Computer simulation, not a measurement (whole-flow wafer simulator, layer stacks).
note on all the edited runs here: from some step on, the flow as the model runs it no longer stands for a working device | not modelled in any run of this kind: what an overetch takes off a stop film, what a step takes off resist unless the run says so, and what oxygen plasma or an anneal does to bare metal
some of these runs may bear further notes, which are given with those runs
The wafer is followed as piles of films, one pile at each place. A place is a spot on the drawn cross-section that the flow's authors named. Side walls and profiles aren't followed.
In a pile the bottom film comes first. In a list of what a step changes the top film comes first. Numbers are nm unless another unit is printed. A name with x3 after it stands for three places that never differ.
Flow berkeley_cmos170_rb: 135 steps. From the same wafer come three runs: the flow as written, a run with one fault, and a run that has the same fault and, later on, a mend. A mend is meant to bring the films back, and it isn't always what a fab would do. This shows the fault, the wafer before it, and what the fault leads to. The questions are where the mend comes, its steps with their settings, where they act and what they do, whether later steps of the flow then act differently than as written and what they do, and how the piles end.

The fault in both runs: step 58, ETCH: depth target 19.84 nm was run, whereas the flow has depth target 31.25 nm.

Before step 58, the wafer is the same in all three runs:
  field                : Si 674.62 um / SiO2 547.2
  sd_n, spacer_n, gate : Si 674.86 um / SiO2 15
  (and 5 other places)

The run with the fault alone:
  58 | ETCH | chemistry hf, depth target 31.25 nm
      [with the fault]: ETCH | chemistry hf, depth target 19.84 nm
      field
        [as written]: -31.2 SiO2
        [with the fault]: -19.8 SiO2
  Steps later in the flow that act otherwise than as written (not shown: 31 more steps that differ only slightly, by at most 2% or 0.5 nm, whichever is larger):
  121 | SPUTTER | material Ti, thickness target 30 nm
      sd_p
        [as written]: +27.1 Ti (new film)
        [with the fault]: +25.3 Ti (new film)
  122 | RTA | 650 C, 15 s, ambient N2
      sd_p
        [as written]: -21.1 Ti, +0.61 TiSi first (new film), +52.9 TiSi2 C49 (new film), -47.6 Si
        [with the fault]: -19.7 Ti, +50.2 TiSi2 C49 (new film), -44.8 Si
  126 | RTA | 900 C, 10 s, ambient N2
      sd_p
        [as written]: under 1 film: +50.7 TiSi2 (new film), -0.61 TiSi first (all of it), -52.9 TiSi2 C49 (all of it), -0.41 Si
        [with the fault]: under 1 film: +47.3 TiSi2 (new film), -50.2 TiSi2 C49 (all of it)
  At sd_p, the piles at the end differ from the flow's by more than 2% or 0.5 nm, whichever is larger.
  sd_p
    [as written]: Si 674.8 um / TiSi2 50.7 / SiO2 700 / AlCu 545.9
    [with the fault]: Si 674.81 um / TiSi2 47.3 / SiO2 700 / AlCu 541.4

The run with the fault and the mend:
  After step 58 comes the mend.
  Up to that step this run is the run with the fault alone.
  58a | ETCH | chemistry hf, depth target 11.41 nm (the flow's step 58, run once more with other settings)
      field
        -11.4 SiO2
  None of the later steps of the flow differs from how it acts as written, at any place that is followed, by more than 2% or 0.5 nm, whichever is larger.
  At every place that both follow, the piles at the end match the flow's.
